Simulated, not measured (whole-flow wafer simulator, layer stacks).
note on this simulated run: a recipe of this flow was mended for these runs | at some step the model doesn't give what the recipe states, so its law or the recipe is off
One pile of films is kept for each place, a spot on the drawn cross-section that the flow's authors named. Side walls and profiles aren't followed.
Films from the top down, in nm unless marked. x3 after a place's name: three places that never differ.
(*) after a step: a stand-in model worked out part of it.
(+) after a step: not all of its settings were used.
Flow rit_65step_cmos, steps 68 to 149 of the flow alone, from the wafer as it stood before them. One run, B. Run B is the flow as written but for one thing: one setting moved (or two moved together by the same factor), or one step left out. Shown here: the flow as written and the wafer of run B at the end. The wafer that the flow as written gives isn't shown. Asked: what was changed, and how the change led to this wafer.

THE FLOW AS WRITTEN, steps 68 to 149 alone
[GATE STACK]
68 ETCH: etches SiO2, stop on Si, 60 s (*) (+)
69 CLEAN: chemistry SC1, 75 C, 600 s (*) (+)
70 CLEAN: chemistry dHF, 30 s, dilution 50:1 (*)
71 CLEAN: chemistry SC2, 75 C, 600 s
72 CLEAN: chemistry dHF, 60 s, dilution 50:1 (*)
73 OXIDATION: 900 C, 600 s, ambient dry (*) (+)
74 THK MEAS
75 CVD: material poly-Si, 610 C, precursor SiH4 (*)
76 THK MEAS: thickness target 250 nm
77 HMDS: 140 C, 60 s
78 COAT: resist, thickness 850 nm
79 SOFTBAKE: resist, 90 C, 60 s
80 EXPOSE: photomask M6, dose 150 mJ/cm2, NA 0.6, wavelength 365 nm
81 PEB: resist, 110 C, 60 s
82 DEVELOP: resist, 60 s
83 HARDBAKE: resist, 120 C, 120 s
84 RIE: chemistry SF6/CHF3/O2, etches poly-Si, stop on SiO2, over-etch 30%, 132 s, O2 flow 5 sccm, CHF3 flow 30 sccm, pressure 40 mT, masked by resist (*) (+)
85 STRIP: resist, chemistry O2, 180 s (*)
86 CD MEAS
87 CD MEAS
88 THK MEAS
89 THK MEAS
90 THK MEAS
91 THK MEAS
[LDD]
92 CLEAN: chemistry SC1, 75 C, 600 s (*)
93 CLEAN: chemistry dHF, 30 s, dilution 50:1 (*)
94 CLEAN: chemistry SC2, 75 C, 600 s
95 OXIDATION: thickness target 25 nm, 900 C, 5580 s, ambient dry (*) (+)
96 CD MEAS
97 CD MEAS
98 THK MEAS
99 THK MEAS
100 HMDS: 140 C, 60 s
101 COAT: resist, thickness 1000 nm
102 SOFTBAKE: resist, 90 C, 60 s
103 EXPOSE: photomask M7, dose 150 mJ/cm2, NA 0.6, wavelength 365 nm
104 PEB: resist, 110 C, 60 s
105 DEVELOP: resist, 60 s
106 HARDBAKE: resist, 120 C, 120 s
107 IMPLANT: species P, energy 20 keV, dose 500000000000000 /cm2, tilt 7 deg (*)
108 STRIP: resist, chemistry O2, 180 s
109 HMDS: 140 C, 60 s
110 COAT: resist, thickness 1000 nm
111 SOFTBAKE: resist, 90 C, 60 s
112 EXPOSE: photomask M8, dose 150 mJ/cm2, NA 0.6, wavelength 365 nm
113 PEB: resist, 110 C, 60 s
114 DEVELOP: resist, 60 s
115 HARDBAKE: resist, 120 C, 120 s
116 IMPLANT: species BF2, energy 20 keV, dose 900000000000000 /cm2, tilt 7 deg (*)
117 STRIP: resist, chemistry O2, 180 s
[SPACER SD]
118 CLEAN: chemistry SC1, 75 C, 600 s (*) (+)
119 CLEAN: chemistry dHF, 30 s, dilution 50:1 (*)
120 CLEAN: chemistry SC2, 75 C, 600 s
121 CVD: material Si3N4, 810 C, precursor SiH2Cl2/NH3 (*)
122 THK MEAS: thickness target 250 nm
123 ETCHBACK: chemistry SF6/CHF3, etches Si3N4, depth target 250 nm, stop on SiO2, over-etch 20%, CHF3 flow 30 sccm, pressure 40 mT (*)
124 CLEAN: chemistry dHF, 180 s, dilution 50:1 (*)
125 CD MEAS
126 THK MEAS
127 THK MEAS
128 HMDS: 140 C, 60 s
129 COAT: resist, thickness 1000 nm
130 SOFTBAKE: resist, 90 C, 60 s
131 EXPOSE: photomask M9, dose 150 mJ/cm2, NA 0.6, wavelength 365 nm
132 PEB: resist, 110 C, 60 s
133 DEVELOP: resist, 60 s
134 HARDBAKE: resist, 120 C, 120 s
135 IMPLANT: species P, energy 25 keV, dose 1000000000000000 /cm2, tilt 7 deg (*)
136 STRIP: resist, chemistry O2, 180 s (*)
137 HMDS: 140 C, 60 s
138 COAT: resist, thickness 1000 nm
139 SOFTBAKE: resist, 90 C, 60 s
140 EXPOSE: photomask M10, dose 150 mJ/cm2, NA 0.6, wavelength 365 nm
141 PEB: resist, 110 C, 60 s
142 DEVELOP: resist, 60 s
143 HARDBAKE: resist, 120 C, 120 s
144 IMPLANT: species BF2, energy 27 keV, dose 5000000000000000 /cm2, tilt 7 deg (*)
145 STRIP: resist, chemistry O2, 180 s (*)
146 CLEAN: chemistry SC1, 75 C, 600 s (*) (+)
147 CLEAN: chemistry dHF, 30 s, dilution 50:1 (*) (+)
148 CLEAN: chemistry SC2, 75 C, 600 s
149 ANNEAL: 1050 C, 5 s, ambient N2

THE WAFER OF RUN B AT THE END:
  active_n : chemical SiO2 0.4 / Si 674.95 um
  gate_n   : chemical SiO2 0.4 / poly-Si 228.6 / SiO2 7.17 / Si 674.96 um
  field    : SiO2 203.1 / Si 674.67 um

The cause: step 68, ETCH: 67 s was run, where the flow has 60 s.

How the change led to this, step by step:
  68 ETCH: etches SiO2, stop on Si, 60 s (*) (+)
      field, field_pw, field_nw, field_p: SiO2 -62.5 (as written it would be: SiO2 -56)
